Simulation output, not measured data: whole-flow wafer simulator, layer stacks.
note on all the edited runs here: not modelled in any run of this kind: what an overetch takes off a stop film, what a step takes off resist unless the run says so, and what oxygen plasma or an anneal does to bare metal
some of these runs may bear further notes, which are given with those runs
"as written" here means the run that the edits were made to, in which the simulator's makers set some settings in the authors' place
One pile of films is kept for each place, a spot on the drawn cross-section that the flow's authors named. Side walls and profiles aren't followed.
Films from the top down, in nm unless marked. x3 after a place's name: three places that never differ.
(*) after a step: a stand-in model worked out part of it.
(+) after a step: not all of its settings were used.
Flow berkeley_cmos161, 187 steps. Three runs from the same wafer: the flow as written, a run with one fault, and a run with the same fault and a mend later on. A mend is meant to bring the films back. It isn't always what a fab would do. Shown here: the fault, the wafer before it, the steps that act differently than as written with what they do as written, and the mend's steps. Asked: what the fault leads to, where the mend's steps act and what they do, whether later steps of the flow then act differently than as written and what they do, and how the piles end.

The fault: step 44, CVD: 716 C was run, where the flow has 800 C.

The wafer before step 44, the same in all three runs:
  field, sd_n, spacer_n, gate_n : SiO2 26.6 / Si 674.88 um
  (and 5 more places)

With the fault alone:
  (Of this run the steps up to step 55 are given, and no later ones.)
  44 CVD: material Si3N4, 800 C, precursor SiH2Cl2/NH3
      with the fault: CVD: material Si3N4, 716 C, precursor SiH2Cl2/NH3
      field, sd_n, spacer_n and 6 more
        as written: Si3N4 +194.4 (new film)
        with the fault: Si3N4 +54.1 (new film)
  Later steps of the flow that act differently than as written:
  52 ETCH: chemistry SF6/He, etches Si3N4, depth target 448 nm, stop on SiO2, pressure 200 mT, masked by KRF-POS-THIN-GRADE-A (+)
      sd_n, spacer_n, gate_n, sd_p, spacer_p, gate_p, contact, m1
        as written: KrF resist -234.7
        with the fault: KrF resist -82.2
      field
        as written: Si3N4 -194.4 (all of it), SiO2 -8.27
        with the fault: Si3N4 -54.1 (all of it), SiO2 -8.27
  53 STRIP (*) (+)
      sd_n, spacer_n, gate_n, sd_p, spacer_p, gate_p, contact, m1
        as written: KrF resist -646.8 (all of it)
        with the fault: KrF resist -799.3 (all of it)
  After step 55 the piles differ from the flow's by more than 2% or 0.5 nm, whichever is larger, at sd_n, spacer_n, gate_n, sd_p, spacer_p, gate_p, contact, m1.
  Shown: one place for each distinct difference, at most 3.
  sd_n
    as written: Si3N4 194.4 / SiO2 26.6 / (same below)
    with the fault: Si3N4 54.1 / SiO2 26.6 / (same below)

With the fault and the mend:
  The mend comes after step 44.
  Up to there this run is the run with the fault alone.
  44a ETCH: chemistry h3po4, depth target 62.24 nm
      field, sd_n, spacer_n and 6 more
        Si3N4 -54.1 (all of it)
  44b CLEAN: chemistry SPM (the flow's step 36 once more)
      changes no film at any place that is followed
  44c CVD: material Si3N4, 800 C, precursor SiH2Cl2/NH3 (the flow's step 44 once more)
      field, sd_n, spacer_n and 6 more
        Si3N4 +194.4 (new film)
  No later step of the flow acts differently than as written at any place that is followed.
  At the end the piles are the same as the flow's at every place that both follow.
